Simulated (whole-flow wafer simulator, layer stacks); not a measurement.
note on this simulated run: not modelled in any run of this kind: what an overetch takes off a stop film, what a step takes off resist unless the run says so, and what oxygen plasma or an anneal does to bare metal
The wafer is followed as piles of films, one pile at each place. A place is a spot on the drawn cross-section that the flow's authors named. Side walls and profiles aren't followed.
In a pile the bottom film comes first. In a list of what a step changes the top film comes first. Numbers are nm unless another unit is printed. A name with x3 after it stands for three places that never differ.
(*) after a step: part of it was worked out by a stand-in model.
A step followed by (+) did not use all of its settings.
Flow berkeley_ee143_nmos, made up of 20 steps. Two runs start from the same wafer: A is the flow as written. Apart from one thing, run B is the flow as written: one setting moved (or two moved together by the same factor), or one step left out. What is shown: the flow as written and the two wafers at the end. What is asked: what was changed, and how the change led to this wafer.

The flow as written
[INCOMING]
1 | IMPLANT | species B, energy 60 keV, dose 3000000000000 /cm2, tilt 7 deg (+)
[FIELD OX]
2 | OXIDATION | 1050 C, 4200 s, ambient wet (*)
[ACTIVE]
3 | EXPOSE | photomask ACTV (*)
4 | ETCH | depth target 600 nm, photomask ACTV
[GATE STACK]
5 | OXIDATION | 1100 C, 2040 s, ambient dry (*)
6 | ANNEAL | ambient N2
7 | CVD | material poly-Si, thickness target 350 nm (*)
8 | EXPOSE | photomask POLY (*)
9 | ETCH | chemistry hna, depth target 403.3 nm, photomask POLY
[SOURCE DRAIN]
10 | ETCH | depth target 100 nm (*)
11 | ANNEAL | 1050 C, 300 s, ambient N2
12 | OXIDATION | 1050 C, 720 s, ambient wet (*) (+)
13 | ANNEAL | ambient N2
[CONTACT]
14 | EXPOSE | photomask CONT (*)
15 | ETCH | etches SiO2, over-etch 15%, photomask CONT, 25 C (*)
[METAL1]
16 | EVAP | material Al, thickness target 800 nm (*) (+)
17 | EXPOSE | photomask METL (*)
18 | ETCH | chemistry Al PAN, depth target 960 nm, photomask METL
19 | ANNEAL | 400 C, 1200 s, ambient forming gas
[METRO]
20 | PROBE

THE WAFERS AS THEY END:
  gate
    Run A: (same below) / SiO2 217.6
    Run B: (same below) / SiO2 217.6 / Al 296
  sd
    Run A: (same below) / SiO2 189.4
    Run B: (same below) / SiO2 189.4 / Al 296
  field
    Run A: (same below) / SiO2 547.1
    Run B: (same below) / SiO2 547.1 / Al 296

What caused this: step 18, ETCH: depth target 504 nm was run, though the flow has depth target 960 nm.

The path from the change to this, step by step:
  18 | ETCH | chemistry Al PAN, depth target 960 nm, photomask METL
      gate, sd, field: A Al loses 800 (all of it) | B Al loses 504
If metal films that touch count as one body, gate has 1 body; the flow as written gives 0 bodies.
If metal films that touch count as one body, sd has 1 body; the flow as written gives 0 bodies.
If metal films that touch count as one body, field has 1 body; the flow as written gives 0 bodies.
